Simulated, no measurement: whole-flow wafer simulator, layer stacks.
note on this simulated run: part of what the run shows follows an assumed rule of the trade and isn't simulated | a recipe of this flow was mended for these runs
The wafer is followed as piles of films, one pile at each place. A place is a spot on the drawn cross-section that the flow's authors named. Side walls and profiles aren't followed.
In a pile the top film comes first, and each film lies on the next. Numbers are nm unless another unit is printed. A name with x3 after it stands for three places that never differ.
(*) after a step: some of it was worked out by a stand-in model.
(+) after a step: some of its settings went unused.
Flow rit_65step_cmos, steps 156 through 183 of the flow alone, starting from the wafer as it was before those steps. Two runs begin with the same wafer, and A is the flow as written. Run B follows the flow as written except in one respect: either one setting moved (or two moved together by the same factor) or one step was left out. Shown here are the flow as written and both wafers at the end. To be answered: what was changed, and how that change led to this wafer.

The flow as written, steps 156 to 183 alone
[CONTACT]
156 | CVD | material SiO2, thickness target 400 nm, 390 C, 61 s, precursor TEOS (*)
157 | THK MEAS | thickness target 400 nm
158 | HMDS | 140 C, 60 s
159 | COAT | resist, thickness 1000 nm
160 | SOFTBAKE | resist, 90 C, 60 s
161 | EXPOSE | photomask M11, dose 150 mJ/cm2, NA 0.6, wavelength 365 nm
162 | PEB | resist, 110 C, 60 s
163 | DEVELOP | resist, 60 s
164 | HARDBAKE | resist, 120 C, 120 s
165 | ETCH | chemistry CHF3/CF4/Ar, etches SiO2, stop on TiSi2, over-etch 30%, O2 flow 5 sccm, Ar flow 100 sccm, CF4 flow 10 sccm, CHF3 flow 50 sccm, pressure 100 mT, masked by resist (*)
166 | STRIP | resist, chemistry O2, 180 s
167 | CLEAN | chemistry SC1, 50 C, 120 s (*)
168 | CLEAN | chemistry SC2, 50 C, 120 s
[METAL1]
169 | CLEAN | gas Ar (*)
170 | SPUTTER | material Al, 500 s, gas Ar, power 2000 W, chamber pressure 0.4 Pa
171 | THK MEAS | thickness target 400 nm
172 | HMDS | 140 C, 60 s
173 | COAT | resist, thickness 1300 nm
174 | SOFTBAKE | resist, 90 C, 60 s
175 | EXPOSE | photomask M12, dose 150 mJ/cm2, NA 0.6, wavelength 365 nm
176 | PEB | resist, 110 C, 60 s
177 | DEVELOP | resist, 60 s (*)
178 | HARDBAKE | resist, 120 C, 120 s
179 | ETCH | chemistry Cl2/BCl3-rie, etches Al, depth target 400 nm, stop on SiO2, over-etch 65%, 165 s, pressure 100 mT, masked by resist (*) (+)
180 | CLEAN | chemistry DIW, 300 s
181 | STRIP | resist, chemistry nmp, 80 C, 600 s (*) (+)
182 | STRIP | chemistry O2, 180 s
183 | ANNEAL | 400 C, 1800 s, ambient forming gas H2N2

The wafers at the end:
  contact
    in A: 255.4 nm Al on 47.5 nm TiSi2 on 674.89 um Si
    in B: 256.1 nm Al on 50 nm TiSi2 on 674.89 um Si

The reason: step 165, ETCH: over-etch 17.6% was run, though the flow has over-etch 30%.

The path from the change to this, step by step:
  165 | ETCH | chemistry CHF3/CF4/Ar, etches SiO2, stop on TiSi2, over-etch 30%, O2 flow 5 sccm, Ar flow 100 sccm, CF4 flow 10 sccm, CHF3 flow 50 sccm, pressure 100 mT, masked by resist (*)
      field, field_pw, field_nw and 10 more: A resist loses 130 | B resist loses 117.6
      contact: A SiO2 loses 400 (all of it), TiSi2 loses 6 | B SiO2 loses 400 (all of it), TiSi2 loses 3.52
  166 | STRIP | resist, chemistry O2, 180 s
      gate_n: A resist loses 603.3 (all of it) | B resist loses 615.7 (all of it)
      gate_p: A resist loses 603.2 (all of it) | B resist loses 615.6 (all of it)
